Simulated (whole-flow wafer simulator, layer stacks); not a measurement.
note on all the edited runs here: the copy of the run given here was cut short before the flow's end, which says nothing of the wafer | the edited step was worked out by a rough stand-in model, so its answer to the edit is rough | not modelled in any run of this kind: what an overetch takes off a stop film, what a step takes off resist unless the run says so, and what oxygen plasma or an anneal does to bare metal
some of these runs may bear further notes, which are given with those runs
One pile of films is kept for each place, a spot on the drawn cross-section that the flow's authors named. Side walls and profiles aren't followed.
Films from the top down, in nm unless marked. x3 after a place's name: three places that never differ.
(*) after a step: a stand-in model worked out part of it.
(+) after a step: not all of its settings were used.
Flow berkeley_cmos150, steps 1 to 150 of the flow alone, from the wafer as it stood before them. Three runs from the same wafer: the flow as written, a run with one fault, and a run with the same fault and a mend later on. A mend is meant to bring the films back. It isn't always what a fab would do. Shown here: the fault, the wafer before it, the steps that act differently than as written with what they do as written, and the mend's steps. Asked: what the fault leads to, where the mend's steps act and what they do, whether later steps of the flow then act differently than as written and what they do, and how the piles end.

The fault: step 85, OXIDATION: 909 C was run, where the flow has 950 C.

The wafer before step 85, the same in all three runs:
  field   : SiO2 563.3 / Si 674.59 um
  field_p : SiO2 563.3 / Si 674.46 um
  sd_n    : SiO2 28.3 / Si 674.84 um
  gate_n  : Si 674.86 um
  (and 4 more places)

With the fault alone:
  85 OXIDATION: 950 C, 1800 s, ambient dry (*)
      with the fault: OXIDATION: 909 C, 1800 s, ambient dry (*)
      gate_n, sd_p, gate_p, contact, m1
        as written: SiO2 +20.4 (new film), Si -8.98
        with the fault: SiO2 +13.6 (new film), Si -5.98
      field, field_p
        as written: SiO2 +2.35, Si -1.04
        with the fault: SiO2 +1.25, Si -0.55
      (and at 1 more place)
  Later steps of the flow that act differently than as written (22 more steps differ only slightly, by at most 2% or 0.5 nm, whichever is larger, and aren't shown):
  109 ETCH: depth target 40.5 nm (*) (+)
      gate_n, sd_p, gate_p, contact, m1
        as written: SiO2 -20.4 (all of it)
        with the fault: SiO2 -13.6 (all of it)
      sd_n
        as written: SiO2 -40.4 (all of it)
        with the fault: SiO2 -35.5 (all of it)
  At the end the piles differ from the flow's only slightly at the places that both follow, by at most 2% or 0.5 nm, whichever is larger.

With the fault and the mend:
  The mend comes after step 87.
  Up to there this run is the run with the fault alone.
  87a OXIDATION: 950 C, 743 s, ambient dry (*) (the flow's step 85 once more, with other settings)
      gate_n, sd_p, gate_p, contact, m1
        SiO2 +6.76, Si -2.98
      field, field_p
        SiO2 +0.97, Si -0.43
      sd_n
        SiO2 +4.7, Si -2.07
  No later step of the flow acts differently than as written, at any place that is followed, by more than 2% or 0.5 nm, whichever is larger.
  At the end the piles differ from the flow's only slightly at the places that both follow, by at most 2% or 0.5 nm, whichever is larger.
